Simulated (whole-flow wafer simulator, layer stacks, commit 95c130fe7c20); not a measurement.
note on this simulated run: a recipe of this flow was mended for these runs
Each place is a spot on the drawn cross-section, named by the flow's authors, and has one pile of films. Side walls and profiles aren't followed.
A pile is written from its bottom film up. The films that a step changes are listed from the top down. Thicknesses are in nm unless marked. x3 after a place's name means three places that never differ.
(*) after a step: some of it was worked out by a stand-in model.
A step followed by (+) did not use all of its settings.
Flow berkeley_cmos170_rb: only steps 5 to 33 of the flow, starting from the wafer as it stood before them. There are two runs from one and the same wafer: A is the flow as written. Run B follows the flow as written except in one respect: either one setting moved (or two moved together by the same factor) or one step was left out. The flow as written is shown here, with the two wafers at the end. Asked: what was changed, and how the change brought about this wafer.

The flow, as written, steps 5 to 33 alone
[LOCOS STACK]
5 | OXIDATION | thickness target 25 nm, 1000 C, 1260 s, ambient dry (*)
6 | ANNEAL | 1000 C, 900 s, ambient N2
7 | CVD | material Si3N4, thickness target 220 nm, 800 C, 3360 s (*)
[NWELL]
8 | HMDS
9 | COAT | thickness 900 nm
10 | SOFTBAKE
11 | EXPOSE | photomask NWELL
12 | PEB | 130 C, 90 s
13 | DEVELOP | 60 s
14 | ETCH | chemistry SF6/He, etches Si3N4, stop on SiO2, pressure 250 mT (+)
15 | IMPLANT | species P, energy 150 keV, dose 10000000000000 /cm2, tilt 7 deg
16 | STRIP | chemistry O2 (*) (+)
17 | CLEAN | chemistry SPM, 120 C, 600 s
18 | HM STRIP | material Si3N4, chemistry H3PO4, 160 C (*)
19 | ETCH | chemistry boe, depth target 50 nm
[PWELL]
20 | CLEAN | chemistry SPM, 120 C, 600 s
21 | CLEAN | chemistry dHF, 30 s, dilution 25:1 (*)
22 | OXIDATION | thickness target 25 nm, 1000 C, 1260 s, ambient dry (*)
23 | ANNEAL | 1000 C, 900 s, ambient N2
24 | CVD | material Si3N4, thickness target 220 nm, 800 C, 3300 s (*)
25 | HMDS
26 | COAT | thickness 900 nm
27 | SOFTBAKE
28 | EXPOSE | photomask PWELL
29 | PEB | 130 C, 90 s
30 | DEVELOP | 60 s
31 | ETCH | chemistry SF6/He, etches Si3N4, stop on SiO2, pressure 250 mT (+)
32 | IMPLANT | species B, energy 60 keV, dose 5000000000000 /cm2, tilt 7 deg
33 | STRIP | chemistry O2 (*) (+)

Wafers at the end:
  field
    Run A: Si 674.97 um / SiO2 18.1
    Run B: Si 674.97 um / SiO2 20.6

What caused this: step 19, ETCH: depth target 10 nm was run, whereas the flow has depth target 50 nm.

The path from the change to this, step by step:
  19 | ETCH | chemistry boe, depth target 50 nm
      field, sd_n, spacer_n, gate, contact, m1: A SiO2 loses 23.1 (all of it) | B SiO2 loses 10
  20 | CLEAN | chemistry SPM, 120 C, 600 s
      field, sd_n, spacer_n, gate, contact, m1: A chemical SiO2 gains 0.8 (new film), Si loses 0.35 | B nothing
  21 | CLEAN | chemistry dHF, 30 s, dilution 25:1 (*)
      field, sd_n, spacer_n, gate, contact, m1: A chemical SiO2 loses 0.8 (all of it) | B SiO2 loses 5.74
  22 | OXIDATION | thickness target 25 nm, 1000 C, 1260 s, ambient dry (*)
      field, sd_n, spacer_n, gate, contact, m1: A SiO2 gains 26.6 (new film), Si loses 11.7 | B SiO2 gains 21.7, Si loses 9.56
